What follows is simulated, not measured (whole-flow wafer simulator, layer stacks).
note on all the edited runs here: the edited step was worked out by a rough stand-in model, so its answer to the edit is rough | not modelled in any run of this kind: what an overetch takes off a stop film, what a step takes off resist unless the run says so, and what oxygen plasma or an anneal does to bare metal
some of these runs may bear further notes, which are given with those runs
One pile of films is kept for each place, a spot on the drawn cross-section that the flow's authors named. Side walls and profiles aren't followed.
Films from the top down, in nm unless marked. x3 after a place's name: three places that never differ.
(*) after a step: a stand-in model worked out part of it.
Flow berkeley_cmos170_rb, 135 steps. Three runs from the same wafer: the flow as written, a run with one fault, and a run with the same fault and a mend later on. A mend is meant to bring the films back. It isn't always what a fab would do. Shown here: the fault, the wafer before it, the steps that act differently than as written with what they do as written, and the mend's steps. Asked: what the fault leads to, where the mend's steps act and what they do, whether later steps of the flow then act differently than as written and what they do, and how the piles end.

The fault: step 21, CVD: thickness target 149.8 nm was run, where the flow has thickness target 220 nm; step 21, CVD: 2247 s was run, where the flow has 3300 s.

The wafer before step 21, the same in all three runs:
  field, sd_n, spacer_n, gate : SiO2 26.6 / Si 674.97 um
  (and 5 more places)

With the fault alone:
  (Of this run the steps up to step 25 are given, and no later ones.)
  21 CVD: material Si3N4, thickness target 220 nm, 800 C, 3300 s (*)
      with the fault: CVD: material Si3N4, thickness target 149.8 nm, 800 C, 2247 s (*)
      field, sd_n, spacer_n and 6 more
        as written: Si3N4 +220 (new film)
        with the fault: Si3N4 +149.8 (new film)
  No later step of the flow up to step 25 acts differently than as written at any place that is followed.
  After step 25 the piles differ from the flow's by more than 2% or 0.5 nm, whichever is larger, at field, sd_n, spacer_n and 6 more.
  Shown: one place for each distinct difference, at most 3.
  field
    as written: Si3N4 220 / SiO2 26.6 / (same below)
    with the fault: Si3N4 149.8 / SiO2 26.6 / (same below)
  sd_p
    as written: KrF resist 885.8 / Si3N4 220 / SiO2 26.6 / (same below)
    with the fault: KrF resist 885.8 / Si3N4 149.8 / SiO2 26.6 / (same below)

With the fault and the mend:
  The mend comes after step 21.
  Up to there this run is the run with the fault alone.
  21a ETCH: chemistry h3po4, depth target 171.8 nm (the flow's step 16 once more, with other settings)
      field, sd_n, spacer_n and 6 more
        Si3N4 -149.8 (all of it)
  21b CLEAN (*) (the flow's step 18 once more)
      changes no film at any place that is followed
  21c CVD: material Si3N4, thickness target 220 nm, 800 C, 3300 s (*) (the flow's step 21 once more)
      field, sd_n, spacer_n and 6 more
        Si3N4 +220 (new film)
  No later step of the flow acts differently than as written at any place that is followed.
  At the end the piles are the same as the flow's at every place that both follow.
